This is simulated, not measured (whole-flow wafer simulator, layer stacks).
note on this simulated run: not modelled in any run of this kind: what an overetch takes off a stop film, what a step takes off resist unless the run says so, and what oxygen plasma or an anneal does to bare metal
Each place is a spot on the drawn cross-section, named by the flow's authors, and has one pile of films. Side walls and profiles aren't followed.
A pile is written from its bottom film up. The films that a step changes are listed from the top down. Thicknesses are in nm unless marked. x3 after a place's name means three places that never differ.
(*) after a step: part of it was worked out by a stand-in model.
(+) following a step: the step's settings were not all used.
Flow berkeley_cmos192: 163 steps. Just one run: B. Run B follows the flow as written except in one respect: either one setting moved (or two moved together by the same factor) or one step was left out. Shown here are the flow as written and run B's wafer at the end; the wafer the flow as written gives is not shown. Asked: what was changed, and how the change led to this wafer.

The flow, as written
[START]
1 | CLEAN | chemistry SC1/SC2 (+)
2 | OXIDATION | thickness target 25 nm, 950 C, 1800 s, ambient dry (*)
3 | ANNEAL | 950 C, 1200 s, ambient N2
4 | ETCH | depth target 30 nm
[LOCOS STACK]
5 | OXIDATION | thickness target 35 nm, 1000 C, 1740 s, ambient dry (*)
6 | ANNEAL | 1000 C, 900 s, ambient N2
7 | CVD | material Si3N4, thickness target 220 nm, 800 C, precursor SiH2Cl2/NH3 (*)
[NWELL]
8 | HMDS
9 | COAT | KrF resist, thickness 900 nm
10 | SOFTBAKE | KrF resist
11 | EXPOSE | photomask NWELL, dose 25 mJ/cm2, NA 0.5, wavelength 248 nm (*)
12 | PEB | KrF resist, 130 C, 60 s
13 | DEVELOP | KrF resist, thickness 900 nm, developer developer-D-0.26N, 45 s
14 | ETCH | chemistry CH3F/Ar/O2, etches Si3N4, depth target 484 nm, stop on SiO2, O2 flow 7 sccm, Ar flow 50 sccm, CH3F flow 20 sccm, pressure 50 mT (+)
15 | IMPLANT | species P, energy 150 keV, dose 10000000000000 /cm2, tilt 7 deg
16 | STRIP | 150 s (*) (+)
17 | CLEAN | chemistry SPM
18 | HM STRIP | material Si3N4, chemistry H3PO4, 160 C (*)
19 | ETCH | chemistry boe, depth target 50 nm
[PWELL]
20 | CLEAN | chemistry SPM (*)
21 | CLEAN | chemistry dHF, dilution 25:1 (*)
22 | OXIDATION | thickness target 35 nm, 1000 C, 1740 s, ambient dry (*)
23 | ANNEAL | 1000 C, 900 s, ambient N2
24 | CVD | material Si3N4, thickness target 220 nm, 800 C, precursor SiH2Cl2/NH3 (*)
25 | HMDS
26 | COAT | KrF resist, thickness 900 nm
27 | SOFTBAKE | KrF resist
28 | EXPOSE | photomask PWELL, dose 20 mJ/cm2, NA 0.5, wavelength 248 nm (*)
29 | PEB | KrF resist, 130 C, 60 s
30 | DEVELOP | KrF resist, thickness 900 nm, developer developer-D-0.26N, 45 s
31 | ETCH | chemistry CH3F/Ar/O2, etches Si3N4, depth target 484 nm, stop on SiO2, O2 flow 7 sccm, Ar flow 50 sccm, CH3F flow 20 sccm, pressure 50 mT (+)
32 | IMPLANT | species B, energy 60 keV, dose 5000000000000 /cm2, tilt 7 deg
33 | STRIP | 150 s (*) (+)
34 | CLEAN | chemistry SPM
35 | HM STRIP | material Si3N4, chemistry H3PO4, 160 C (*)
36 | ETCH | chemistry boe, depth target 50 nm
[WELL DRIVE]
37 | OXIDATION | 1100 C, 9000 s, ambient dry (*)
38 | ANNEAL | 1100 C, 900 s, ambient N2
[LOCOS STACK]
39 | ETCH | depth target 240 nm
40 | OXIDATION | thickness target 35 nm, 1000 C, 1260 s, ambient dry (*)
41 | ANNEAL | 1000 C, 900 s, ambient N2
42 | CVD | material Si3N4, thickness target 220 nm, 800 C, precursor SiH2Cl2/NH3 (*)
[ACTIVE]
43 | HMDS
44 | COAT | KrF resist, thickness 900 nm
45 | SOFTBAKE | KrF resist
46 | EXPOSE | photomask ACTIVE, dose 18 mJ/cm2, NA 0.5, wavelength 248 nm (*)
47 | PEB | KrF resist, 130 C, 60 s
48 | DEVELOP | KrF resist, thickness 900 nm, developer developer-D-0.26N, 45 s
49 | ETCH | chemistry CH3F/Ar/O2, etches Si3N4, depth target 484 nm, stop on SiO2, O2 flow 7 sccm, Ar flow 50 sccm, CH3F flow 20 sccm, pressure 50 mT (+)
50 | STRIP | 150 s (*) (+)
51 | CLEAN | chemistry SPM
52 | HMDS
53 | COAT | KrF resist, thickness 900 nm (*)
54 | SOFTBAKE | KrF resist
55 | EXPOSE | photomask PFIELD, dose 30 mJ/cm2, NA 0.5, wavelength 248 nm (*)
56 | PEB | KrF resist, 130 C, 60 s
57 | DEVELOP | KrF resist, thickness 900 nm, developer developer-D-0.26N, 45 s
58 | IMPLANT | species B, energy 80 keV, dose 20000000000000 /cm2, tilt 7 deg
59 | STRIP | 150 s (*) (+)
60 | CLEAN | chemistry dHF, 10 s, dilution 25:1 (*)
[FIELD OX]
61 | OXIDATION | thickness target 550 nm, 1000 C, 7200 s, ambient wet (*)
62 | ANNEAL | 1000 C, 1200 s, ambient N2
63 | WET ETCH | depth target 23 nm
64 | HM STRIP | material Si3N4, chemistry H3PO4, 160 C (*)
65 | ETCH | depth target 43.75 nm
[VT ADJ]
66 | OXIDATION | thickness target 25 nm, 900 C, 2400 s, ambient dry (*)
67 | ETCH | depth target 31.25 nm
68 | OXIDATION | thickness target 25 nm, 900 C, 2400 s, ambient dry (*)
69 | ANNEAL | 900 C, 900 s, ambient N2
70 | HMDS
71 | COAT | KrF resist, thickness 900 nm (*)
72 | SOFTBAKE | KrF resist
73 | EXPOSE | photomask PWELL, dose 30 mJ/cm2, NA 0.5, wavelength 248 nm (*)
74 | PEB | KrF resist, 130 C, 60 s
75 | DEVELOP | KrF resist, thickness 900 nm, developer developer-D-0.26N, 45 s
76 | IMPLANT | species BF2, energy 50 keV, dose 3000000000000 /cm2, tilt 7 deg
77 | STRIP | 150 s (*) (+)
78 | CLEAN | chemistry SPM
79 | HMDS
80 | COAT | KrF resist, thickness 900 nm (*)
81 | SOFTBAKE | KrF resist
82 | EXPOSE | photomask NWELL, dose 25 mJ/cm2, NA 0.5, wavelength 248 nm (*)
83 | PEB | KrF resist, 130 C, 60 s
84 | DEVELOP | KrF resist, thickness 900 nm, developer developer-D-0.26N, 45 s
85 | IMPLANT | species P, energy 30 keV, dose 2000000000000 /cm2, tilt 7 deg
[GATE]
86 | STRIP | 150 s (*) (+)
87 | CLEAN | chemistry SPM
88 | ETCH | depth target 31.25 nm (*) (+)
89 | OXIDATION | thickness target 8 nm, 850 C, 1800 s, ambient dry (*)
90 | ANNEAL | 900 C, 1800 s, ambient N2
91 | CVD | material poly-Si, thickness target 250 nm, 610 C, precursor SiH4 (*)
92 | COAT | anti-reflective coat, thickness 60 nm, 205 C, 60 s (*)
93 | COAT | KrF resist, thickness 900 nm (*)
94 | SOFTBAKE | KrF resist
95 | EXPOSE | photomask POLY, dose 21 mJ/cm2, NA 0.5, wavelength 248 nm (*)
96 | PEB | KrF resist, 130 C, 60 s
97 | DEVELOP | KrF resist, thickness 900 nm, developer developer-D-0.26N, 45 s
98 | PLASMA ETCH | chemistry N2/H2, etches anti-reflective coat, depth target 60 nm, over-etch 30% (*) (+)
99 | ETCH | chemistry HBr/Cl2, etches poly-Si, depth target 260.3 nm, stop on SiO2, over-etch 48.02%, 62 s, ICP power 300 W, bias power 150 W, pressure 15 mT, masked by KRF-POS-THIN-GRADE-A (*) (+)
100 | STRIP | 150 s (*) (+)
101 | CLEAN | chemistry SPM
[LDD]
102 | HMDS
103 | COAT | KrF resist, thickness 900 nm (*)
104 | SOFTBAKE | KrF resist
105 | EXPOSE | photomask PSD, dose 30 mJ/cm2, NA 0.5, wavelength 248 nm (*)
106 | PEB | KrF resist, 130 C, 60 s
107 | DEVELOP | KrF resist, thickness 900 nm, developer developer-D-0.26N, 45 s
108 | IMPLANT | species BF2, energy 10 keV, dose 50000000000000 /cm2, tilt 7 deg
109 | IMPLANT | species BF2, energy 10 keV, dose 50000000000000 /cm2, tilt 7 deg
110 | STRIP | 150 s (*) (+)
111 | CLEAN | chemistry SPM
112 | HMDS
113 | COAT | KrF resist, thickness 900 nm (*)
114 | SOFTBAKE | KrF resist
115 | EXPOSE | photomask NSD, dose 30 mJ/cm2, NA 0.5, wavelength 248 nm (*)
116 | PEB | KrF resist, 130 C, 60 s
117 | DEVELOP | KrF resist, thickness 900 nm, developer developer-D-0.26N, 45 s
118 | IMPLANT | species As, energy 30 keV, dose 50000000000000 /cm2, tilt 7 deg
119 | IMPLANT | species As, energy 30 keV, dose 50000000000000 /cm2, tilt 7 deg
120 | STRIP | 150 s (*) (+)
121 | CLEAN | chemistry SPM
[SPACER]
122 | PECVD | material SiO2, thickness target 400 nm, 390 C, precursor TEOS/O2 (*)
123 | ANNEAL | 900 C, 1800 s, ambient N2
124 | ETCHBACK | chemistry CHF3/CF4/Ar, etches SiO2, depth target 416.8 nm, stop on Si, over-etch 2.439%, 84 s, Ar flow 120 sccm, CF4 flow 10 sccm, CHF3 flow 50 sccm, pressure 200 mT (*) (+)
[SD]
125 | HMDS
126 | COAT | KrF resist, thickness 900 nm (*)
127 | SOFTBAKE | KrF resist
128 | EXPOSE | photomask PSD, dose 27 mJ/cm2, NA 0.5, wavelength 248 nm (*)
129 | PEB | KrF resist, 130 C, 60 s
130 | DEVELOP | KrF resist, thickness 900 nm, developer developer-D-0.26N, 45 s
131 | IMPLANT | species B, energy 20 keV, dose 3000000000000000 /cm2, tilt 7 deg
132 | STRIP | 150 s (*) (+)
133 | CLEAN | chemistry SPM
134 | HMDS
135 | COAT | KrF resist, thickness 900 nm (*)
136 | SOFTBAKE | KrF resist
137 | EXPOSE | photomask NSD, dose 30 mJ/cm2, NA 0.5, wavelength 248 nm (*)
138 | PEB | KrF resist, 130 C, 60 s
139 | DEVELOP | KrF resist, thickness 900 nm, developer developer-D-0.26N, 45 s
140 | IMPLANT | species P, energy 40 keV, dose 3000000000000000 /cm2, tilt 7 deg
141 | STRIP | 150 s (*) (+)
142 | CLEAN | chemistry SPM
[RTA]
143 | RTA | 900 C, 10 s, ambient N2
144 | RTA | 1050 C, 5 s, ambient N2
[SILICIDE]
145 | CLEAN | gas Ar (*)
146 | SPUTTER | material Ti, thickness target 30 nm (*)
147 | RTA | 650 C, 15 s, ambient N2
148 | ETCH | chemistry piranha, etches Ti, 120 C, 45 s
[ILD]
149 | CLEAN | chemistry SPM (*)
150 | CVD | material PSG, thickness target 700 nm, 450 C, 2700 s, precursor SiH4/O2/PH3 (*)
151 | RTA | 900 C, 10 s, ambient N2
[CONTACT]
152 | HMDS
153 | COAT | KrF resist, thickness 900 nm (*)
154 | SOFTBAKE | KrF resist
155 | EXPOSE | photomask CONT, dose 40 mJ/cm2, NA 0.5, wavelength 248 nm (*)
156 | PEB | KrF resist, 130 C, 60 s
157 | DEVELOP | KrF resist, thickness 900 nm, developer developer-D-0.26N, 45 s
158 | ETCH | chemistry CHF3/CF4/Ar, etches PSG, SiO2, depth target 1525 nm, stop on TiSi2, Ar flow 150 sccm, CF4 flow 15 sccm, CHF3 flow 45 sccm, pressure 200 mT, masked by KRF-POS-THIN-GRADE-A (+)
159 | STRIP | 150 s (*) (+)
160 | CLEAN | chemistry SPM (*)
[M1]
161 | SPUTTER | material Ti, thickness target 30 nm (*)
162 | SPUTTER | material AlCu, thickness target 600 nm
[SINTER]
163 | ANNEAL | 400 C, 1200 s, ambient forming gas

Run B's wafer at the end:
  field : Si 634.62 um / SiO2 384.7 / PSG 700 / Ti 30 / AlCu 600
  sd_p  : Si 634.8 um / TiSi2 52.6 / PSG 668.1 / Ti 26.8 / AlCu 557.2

Cause: step 65, ETCH: depth target 54.25 nm was run, though the flow has depth target 43.75 nm.

The path from the change to this, step by step:
  65 | ETCH | depth target 43.75 nm
      field: SiO2 loses 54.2 (in the flow as written it would be: SiO2 loses 43.8)
  92 | COAT | anti-reflective coat, thickness 60 nm, 205 C, 60 s (*)
      sd_n: anti-reflective coat gains 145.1 (new film) (in the flow as written it would be: anti-reflective coat gains 152.4 (new film))
      spacer_n: anti-reflective coat gains 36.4 (new film) (in the flow as written it would be: anti-reflective coat gains 33.8 (new film))
      (and at 4 other places as well)
  98 | PLASMA ETCH | chemistry N2/H2, etches anti-reflective coat, depth target 60 nm, over-etch 30% (*) (+)
      sd_n: anti-reflective coat loses 145.1 (all of it), poly-Si loses 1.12 (in the flow as written it would be: anti-reflective coat loses 152.4 (all of it), poly-Si loses 1.17)
      spacer_n: anti-reflective coat loses 36.4 (all of it), poly-Si loses 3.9 (in the flow as written it would be: anti-reflective coat loses 33.8 (all of it), poly-Si loses 4.21)
      (and at 2 other places as well)
  100 | STRIP | 150 s (*) (+)
      gate: chemical SiO2 gains 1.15 (new film), KrF resist loses 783 (all of it), anti-reflective coat loses 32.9 (all of it), poly-Si loses 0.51 (in the flow as written it would be: chemical SiO2 gains 1.15 (new film), KrF resist loses 791.8 (all of it), anti-reflective coat loses 30 (all of it), poly-Si loses 0.51)
      gate_p: chemical SiO2 gains 1.15 (new film), KrF resist loses 759.1 (all of it), anti-reflective coat loses 33.2 (all of it), poly-Si loses 0.51 (in the flow as written it would be: chemical SiO2 gains 1.15 (new film), KrF resist loses 765.1 (all of it), anti-reflective coat loses 31 (all of it), poly-Si loses 0.51)
